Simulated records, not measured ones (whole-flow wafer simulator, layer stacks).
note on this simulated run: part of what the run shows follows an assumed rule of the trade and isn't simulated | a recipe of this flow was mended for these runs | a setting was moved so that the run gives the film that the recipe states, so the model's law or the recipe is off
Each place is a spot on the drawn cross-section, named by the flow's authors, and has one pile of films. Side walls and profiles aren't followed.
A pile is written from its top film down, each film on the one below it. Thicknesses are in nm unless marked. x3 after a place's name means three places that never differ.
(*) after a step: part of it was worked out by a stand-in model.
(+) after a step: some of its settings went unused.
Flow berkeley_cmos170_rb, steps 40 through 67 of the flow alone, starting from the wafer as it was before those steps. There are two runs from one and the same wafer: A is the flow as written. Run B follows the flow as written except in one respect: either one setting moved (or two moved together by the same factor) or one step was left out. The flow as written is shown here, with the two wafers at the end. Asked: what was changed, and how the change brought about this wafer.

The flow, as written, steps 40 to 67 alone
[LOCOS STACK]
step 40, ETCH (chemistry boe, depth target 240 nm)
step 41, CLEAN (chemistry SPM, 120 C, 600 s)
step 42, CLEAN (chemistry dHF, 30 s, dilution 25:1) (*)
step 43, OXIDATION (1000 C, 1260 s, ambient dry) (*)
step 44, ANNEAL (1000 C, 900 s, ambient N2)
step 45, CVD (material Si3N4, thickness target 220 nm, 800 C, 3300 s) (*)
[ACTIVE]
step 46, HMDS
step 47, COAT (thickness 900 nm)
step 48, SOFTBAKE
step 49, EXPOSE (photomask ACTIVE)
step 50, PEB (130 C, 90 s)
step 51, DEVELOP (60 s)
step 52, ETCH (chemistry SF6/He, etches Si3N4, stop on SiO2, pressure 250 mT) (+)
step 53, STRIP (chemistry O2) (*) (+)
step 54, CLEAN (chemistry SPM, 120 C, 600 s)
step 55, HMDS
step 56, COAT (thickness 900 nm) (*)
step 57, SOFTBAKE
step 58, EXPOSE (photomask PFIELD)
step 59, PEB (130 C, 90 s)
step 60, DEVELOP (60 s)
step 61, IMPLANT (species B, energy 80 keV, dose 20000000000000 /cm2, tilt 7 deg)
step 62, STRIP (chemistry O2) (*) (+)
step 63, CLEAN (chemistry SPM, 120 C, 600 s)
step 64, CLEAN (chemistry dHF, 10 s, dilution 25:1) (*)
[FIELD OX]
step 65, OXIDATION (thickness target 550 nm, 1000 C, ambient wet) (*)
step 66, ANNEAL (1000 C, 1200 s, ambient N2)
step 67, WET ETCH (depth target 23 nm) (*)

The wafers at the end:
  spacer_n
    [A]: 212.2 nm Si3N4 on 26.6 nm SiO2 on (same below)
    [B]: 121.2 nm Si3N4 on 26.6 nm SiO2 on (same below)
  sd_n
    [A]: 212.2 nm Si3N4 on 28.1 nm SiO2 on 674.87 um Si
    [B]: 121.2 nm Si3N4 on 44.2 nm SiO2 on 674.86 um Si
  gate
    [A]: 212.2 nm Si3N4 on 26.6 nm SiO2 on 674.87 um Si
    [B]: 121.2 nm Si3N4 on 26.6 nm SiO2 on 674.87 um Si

The reason: step 45, CVD: 765 C was run, while the flow as written has 800 C.

Step by step, how the change led to this:
  step 45, CVD (material Si3N4, thickness target 220 nm, 800 C, 3300 s) (*)
      field, sd_n, spacer_n and 6 more: A +220 Si3N4 (new film) | B +129 Si3N4 (new film)
  step 52, ETCH (chemistry SF6/He, etches Si3N4, stop on SiO2, pressure 250 mT) (+)
      sd_n, spacer_n, gate, sd_p, spacer_p, gate_p, contact, m1: A -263 KrF-resist | B -164.2 KrF-resist
      field: A -220 Si3N4 (all of it), -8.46 SiO2 | B -129 Si3N4 (all of it), -8.46 SiO2
  step 53, STRIP (chemistry O2) (*) (+)
      sd_n, spacer_n, gate, sd_p, spacer_p, gate_p, contact, m1: A -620 KrF-resist (all of it) | B -718.9 KrF-resist (all of it)
  step 56, COAT (thickness 900 nm) (*)
      field: A +962.5 KrF-resist (new film) | B +937.4 KrF-resist (new film)
      sd_n: A +782.7 KrF-resist (new film) | B +829.1 KrF-resist (new film)
      (as well as at 7 more places)
  step 60, DEVELOP (60 s)
      field: A -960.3 KrF-resist (all of it) | B -935.3 KrF-resist (all of it)
  step 62, STRIP (chemistry O2) (*) (+)
      sd_n: A -766.1 KrF-resist (all of it) | B -812.4 KrF-resist (all of it)
      spacer_n: A -799.5 KrF-resist (all of it) | B -831.8 KrF-resist (all of it)
      (as well as at 6 more places)
  step 65, OXIDATION (thickness target 550 nm, 1000 C, ambient wet) (*)
      gate: A +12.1 SiO2 (new film), -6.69 Si3N4, +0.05 SiO2, -0.05 Si | B +12.1 SiO2 (new film), -6.69 Si3N4
      sd_n: A +12.1 SiO2 (new film), -6.69 Si3N4, +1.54 SiO2, -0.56 Si | B +12.1 SiO2 (new film), -6.69 Si3N4, +17.7 SiO2, -7.88 Si
      (as well as at 1 more place)
